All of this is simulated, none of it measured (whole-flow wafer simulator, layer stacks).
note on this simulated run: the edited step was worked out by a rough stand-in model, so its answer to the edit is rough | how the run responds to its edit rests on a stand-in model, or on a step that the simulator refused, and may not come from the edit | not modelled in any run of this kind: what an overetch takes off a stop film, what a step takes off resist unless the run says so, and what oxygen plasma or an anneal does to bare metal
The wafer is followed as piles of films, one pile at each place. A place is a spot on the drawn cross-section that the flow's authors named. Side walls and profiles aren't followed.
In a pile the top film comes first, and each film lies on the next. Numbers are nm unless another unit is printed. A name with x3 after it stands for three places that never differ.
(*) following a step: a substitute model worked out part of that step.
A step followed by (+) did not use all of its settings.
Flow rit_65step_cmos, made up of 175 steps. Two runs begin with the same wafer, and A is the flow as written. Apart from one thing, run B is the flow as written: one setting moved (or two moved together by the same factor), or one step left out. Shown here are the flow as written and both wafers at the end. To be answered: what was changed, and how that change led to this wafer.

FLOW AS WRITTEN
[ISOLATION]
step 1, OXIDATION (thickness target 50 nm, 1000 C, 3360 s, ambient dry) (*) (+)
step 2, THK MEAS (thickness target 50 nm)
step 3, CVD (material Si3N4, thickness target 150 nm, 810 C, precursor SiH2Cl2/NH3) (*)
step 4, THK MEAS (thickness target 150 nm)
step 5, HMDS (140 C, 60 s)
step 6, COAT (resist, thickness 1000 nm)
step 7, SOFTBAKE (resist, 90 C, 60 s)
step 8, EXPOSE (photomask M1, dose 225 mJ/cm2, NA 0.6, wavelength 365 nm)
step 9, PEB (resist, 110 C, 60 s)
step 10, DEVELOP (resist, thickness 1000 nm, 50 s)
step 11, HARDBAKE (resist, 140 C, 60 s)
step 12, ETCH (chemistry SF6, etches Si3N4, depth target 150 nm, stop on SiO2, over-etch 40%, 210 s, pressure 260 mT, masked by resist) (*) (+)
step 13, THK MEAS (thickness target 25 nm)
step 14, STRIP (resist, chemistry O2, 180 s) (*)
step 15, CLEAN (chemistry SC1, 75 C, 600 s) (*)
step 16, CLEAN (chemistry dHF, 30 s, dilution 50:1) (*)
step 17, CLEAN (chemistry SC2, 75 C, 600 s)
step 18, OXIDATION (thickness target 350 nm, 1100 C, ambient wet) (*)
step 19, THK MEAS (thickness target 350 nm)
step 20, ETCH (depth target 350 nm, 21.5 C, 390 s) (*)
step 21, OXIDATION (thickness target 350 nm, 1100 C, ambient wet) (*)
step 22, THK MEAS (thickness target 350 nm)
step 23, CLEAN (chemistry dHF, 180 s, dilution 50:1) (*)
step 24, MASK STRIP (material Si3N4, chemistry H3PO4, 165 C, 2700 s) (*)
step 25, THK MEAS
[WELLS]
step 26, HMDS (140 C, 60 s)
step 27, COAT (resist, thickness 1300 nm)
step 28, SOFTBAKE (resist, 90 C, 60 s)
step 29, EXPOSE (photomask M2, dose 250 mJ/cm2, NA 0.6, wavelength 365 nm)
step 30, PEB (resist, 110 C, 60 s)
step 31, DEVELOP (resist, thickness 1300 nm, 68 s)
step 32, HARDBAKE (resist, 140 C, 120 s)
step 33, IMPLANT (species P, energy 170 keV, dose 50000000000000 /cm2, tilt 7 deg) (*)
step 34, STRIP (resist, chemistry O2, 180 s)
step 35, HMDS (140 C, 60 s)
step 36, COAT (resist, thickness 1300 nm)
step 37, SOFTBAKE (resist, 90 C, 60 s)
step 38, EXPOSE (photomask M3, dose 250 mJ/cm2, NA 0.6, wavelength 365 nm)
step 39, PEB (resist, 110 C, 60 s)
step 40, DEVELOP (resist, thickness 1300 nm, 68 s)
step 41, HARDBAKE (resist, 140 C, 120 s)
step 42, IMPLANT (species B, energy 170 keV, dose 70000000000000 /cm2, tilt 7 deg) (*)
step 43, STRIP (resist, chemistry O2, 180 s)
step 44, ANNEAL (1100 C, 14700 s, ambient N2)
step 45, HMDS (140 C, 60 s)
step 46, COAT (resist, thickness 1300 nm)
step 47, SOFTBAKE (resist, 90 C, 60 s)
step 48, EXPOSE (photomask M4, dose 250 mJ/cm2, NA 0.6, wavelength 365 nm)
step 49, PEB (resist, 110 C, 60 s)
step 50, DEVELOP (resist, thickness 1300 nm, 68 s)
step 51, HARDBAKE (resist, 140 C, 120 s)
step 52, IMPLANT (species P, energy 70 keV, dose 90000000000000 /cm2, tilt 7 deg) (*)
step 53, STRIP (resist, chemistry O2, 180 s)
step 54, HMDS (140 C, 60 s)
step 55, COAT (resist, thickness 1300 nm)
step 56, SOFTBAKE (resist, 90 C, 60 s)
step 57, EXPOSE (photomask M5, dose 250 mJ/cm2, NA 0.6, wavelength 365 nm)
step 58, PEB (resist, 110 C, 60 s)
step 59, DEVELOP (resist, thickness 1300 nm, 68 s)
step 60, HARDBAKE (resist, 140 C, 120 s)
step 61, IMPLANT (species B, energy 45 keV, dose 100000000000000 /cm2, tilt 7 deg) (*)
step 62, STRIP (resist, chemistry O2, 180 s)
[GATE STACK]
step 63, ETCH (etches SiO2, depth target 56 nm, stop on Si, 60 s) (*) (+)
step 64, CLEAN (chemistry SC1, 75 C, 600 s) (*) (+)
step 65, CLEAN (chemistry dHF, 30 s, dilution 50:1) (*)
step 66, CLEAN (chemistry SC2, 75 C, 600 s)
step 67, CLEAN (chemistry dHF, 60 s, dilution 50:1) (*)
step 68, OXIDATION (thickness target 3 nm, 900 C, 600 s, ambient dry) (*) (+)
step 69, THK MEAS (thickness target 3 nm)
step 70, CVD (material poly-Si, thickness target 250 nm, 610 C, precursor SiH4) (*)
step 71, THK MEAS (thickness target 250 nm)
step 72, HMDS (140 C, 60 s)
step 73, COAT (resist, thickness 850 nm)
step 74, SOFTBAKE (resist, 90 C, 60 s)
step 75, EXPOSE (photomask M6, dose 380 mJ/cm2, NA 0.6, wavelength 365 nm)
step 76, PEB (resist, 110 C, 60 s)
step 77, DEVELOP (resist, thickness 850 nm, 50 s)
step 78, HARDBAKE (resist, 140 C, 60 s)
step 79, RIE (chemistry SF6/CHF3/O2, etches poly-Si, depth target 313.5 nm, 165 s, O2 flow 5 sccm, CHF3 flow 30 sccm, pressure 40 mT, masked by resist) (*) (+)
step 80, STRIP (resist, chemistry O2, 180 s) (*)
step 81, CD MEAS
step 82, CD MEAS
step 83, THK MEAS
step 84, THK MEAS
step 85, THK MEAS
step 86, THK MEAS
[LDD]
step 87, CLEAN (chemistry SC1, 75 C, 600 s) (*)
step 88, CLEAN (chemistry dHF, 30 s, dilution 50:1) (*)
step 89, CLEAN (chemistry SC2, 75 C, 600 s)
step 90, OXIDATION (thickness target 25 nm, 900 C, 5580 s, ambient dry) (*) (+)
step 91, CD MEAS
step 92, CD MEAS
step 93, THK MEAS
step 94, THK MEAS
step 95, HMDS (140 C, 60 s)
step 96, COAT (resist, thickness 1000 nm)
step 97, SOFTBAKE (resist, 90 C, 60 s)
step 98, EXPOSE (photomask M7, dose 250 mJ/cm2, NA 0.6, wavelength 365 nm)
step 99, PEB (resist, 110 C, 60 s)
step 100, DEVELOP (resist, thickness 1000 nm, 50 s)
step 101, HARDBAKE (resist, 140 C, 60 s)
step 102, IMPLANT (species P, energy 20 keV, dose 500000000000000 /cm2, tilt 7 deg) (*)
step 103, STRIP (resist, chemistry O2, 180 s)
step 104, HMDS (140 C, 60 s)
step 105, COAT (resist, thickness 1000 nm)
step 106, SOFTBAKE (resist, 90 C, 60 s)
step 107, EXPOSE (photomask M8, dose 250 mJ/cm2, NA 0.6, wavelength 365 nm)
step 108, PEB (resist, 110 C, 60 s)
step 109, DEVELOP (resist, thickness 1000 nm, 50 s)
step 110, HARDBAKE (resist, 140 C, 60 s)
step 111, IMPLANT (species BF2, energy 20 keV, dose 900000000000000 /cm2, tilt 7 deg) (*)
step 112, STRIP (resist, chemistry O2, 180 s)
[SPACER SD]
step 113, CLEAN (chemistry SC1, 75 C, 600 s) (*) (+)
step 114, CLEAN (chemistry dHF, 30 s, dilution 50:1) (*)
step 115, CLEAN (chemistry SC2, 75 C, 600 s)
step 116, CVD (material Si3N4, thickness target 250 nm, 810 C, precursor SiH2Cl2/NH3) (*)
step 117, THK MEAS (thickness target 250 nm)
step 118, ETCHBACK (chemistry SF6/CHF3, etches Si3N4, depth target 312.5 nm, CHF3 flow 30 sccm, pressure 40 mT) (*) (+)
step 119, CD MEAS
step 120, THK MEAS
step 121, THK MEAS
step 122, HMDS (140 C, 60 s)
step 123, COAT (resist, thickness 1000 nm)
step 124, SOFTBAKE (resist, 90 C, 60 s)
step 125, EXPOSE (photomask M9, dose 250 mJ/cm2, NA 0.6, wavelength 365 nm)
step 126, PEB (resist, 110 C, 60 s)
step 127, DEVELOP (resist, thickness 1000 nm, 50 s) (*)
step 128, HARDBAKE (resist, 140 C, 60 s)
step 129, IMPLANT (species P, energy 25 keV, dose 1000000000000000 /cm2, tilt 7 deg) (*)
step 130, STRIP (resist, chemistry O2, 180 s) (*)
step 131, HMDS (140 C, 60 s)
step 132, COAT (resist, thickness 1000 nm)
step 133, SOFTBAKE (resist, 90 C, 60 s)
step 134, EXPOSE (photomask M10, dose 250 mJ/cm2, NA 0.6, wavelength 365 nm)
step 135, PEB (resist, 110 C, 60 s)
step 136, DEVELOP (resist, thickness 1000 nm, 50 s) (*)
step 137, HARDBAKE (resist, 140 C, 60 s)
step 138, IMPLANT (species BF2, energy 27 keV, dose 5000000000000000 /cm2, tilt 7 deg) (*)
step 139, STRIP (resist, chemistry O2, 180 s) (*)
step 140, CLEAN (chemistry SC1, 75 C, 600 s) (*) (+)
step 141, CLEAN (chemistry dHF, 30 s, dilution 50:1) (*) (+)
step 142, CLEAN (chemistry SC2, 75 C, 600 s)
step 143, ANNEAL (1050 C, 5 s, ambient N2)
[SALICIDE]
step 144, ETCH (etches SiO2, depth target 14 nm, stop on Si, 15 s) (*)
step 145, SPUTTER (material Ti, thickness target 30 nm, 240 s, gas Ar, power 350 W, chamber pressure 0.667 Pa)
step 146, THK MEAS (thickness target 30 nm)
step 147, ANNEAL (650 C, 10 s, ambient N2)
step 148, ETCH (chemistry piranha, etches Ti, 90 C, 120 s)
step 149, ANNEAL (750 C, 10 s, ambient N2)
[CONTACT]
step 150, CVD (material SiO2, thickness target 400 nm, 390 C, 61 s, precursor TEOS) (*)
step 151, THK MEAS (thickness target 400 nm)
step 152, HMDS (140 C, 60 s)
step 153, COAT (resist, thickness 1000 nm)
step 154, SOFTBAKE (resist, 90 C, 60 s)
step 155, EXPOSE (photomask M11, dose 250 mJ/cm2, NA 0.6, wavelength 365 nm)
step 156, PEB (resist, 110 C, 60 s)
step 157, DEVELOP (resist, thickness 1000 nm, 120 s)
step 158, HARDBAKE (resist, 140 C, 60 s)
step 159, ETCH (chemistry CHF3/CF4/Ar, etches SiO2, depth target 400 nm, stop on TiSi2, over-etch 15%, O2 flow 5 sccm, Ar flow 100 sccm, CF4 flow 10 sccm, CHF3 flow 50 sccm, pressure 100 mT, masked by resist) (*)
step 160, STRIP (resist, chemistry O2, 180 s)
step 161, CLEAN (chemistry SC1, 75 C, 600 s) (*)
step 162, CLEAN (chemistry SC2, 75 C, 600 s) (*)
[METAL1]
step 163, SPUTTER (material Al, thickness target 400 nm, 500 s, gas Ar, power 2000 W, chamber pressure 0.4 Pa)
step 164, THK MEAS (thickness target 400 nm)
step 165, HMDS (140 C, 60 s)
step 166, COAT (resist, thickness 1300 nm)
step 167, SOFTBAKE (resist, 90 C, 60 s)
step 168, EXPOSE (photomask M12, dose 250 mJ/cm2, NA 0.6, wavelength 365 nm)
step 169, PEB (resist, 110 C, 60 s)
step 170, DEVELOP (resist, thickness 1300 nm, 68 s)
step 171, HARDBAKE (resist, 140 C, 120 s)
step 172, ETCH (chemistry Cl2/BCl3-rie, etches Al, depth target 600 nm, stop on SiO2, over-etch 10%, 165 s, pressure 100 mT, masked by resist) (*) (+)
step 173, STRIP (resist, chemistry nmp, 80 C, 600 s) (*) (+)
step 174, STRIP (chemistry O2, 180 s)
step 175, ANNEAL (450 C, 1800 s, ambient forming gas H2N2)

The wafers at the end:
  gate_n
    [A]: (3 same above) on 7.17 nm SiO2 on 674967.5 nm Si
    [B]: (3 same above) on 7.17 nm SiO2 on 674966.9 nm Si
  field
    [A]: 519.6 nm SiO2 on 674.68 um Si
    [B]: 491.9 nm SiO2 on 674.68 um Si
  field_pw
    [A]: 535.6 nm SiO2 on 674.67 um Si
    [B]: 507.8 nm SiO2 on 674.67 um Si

The reason: step 63, ETCH: 90 s was run, while the flow as written has 60 s.

Step by step, how the change led to this:
  step 63, ETCH (etches SiO2, depth target 56 nm, stop on Si, 60 s) (*) (+)
      active_n, active_p, gate_n and 7 more: A SiO2 loses 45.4 (all of it), Si loses 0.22 | B SiO2 loses 45.4 (all of it), Si loses 0.79
      field, field_pw, field_nw, field_p: A SiO2 loses 56 | B SiO2 loses 84
  step 65, CLEAN (chemistry dHF, 30 s, dilution 50:1) (*)
      field_nw, field_p: A SiO2 loses 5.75 | B SiO2 loses 5.16
  step 67, CLEAN (chemistry dHF, 60 s, dilution 50:1) (*)
      field_nw, field_p: A SiO2 loses 11.3 | B SiO2 loses 9.75
  step 73, COAT (resist, thickness 850 nm)
      field: A resist gains 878 (new film) | B resist gains 898.4 (new film)
  step 76, PEB (resist, 110 C, 60 s)
      field: A resist loses 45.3 | B resist loses 46.5
      field_p: A resist loses 45.7 | B resist loses 46.7
  step 77, DEVELOP (resist, thickness 850 nm, 50 s)
      field: A resist loses 832.7 (all of it) | B resist loses 851.9 (all of it)
  step 90, OXIDATION (thickness target 25 nm, 900 C, 5580 s, ambient dry) (*) (+)
      field, field_pw: A SiO2 gains 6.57, Si loses 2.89 | B SiO2 gains 7.12, Si loses 3.13
      field_nw, field_p: A SiO2 gains 6.7, Si loses 2.95 | B SiO2 gains 7.22, Si loses 3.18
  step 99, PEB (resist, 110 C, 60 s)
      field: A resist loses 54 | B resist loses 55.2
  step 101, HARDBAKE (resist, 140 C, 60 s)
      field_p: A resist loses 66.5 | B resist loses 68.1
  step 108, PEB (resist, 110 C, 60 s)
      field: A resist loses 54 | B resist loses 55.2
  step 110, HARDBAKE (resist, 140 C, 60 s)
      field: A resist loses 66.1 | B resist loses 67.8
  step 128, HARDBAKE (resist, 140 C, 60 s)
      field_pw: A resist loses 66.4 | B resist loses 67.8
  step 137, HARDBAKE (resist, 140 C, 60 s)
      field: A resist loses 68.3 | B resist loses 69.8
      field_pw: A resist loses 66.4 | B resist loses 67.8
  step 156, PEB (resist, 110 C, 60 s)
      field: A resist loses 57 | B resist loses 58.2
  step 158, HARDBAKE (resist, 140 C, 60 s)
      field: A resist loses 70.2 | B resist loses 71.7
  step 160, STRIP (resist, chemistry O2, 180 s)
      field: A resist loses 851 (all of it) | B resist loses 869.9 (all of it)
